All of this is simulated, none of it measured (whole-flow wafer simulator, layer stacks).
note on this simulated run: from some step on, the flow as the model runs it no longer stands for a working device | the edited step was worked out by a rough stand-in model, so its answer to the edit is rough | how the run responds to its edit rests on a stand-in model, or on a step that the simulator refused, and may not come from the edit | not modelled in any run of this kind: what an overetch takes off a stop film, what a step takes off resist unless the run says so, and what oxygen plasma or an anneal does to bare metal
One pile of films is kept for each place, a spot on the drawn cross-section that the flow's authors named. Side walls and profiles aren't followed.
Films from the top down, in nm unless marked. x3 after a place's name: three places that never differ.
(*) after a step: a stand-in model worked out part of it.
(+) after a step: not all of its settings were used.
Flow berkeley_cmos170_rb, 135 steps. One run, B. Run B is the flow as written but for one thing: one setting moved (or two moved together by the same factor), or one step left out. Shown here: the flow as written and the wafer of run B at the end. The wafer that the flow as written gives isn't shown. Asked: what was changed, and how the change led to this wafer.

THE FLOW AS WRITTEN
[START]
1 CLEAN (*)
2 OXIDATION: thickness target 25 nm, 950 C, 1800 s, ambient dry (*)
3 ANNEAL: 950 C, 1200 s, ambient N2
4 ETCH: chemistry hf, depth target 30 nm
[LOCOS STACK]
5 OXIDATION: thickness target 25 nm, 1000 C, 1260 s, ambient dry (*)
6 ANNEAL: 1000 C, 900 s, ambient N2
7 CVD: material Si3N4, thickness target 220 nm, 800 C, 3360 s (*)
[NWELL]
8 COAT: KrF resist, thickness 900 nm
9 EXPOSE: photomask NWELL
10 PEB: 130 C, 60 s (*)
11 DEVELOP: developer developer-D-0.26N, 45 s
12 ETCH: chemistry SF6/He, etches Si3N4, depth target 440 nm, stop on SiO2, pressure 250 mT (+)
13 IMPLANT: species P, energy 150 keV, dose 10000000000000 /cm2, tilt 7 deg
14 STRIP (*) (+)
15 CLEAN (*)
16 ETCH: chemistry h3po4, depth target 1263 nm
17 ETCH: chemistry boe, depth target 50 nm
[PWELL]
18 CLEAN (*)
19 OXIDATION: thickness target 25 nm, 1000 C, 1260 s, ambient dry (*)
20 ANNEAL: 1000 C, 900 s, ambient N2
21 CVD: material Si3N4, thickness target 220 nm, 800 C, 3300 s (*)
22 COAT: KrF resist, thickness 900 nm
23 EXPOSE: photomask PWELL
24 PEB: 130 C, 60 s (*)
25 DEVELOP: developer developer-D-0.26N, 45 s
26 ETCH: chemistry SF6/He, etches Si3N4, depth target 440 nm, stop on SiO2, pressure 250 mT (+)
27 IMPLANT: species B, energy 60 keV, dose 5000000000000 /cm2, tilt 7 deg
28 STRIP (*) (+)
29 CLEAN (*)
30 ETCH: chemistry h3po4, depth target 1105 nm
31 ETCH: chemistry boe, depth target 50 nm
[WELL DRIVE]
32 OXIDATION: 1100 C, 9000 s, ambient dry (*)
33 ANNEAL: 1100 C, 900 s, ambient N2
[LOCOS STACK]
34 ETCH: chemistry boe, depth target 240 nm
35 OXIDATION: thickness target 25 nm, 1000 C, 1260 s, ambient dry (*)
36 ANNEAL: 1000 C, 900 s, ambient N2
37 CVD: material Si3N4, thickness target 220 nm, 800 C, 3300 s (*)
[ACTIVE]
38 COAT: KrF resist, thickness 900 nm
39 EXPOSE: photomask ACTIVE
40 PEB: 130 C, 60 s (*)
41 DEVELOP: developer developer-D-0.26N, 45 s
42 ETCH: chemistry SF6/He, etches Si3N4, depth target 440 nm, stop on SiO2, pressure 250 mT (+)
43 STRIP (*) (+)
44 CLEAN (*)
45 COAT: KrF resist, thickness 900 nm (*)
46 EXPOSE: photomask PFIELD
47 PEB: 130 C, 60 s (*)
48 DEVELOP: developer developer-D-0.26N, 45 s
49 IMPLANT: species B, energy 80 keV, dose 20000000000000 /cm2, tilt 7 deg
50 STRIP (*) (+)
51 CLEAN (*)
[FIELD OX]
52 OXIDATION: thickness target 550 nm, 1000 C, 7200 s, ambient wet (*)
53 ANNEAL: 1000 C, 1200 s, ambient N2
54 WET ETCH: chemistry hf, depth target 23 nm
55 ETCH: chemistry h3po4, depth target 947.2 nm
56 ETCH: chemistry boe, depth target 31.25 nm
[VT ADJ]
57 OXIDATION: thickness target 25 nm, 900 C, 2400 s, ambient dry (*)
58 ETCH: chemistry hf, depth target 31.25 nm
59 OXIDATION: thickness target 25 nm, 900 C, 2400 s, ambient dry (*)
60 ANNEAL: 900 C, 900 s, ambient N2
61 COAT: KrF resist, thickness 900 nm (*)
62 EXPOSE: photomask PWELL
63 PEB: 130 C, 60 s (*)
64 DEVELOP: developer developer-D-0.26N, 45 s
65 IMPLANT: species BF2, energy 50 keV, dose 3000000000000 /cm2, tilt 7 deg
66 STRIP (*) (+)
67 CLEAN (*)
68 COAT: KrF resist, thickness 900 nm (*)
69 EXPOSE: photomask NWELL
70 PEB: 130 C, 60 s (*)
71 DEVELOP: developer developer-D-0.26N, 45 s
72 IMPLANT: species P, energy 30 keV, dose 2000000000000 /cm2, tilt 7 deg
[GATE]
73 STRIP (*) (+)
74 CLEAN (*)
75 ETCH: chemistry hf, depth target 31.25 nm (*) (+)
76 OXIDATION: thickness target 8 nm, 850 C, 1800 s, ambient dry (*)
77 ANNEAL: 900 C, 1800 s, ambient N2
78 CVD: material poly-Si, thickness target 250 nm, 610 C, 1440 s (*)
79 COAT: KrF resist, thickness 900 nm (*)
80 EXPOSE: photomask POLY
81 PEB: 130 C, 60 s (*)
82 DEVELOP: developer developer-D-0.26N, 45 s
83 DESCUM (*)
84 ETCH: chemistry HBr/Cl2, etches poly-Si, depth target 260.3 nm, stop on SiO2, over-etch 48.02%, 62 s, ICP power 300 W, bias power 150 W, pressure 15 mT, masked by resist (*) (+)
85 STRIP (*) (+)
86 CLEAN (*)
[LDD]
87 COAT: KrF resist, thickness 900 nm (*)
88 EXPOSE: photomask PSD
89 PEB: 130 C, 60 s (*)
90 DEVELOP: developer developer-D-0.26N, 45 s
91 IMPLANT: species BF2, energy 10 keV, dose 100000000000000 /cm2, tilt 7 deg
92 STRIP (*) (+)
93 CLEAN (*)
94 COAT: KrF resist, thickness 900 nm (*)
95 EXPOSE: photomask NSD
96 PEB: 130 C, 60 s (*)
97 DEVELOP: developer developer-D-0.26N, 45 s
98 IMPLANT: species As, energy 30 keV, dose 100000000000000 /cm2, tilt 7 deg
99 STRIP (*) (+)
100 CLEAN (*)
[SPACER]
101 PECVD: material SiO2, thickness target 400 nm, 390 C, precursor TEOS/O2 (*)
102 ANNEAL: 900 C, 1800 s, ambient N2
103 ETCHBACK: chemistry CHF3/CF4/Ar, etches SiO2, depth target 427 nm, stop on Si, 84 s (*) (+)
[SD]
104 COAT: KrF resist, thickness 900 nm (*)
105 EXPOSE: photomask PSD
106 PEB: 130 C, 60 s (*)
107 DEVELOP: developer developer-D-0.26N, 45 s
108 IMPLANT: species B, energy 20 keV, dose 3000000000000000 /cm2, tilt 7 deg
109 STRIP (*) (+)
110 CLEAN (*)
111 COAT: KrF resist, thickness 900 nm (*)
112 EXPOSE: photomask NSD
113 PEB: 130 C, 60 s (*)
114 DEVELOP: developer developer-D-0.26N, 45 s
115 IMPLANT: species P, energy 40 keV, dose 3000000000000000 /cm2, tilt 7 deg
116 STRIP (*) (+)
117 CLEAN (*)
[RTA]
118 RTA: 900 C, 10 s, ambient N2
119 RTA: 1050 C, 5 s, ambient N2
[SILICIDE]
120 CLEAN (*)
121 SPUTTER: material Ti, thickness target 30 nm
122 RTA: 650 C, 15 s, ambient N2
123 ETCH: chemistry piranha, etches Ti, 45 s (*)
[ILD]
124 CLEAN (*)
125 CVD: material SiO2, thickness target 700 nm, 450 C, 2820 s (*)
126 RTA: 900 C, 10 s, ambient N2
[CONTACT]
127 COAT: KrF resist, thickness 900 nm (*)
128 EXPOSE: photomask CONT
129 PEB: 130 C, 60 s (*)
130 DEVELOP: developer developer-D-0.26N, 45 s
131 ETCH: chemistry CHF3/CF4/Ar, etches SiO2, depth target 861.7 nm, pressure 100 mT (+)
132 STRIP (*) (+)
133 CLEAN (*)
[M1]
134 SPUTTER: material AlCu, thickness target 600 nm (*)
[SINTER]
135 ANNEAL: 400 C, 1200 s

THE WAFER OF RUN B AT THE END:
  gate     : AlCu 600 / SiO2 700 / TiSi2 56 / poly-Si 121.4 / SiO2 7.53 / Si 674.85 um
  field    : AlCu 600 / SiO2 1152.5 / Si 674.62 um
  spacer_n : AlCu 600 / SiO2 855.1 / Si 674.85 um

The cause: step 78, CVD: 1008 s was run, where the flow has 1440 s.

How the change led to this, step by step:
  78 CVD: material poly-Si, thickness target 250 nm, 610 C, 1440 s (*)
      field, sd_n, spacer_n and 6 more: poly-Si +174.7 (new film) (as written it would be: poly-Si +250 (new film))
  84 ETCH: chemistry HBr/Cl2, etches poly-Si, depth target 260.3 nm, stop on SiO2, over-etch 48.02%, 62 s, ICP power 300 W, bias power 150 W, pressure 15 mT, masked by resist (*) (+)
      field, sd_n, spacer_n, sd_p, spacer_p, contact, m1: poly-Si -174.7 (all of it), SiO2 -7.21 (as written it would be: poly-Si -250 (all of it), SiO2 -1.42)
  87 COAT: KrF resist, thickness 900 nm (*)
      gate: KrF resist +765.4 (new film) (as written it would be: KrF resist +706 (new film))
      gate_p: KrF resist +765.8 (new film) (as written it would be: KrF resist +706.3 (new film))
  90 DEVELOP: developer developer-D-0.26N, 45 s
      gate_p: KrF resist -765.8 (all of it) (as written it would be: KrF resist -706.3 (all of it))
  92 STRIP (*) (+)
      gate: KrF resist -751.2 (all of it) (as written it would be: KrF resist -691.8 (all of it))
  94 COAT: KrF resist, thickness 900 nm (*)
      gate: KrF resist +765.4 (new film) (as written it would be: KrF resist +706 (new film))
      gate_p: KrF resist +765.8 (new film) (as written it would be: KrF resist +706.3 (new film))
  97 DEVELOP: developer developer-D-0.26N, 45 s
      gate: KrF resist -765.4 (all of it) (as written it would be: KrF resist -706 (all of it))
  99 STRIP (*) (+)
      gate_p: KrF resist -751.6 (all of it) (as written it would be: KrF resist -692.1 (all of it))
  103 ETCHBACK: chemistry CHF3/CF4/Ar, etches SiO2, depth target 427 nm, stop on Si, 84 s (*) (+)
      spacer_n: SiO2 -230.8 (as written it would be: SiO2 -157.9)
      spacer_p: SiO2 -230.7 (as written it would be: SiO2 -157.9)
  104 COAT: KrF resist, thickness 900 nm (*)
      spacer_n: KrF resist +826 (new film) (as written it would be: KrF resist +766.3 (new film))
      gate: KrF resist +800.5 (new film) (as written it would be: KrF resist +742.1 (new film))
      (and at 2 more places)
  107 DEVELOP: developer developer-D-0.26N, 45 s
      spacer_p: KrF resist -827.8 (all of it) (as written it would be: KrF resist -767.7 (all of it))
      gate_p: KrF resist -801.9 (all of it) (as written it would be: KrF resist -743.2 (all of it))
  109 STRIP (*) (+)
      spacer_n: KrF resist -811.8 (all of it) (as written it would be: KrF resist -752.1 (all of it))
      gate: KrF resist -786.3 (all of it) (as written it would be: KrF resist -727.9 (all of it))
  111 COAT: KrF resist, thickness 900 nm (*)
      spacer_n: KrF resist +826 (new film) (as written it would be: KrF resist +766.3 (new film))
      gate: KrF resist +800.5 (new film) (as written it would be: KrF resist +742.1 (new film))
      (and at 2 more places)
  114 DEVELOP: developer developer-D-0.26N, 45 s
      spacer_n: KrF resist -826 (all of it) (as written it would be: KrF resist -766.3 (all of it))
      gate: KrF resist -800.5 (all of it) (as written it would be: KrF resist -742.1 (all of it))
  116 STRIP (*) (+)
      spacer_p: KrF resist -813.6 (all of it) (as written it would be: KrF resist -753.5 (all of it))
      gate_p: KrF resist -787.7 (all of it) (as written it would be: KrF resist -729 (all of it))
  121 SPUTTER: material Ti, thickness target 30 nm
      spacer_n, spacer_p: Ti +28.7 (new film) (as written it would be: Ti +30 (new film))
  ... 5 more steps ...
  134 SPUTTER: material AlCu, thickness target 600 nm (*)
      sd_p: AlCu +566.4 (new film) (as written it would be: AlCu +545.9 (new film))
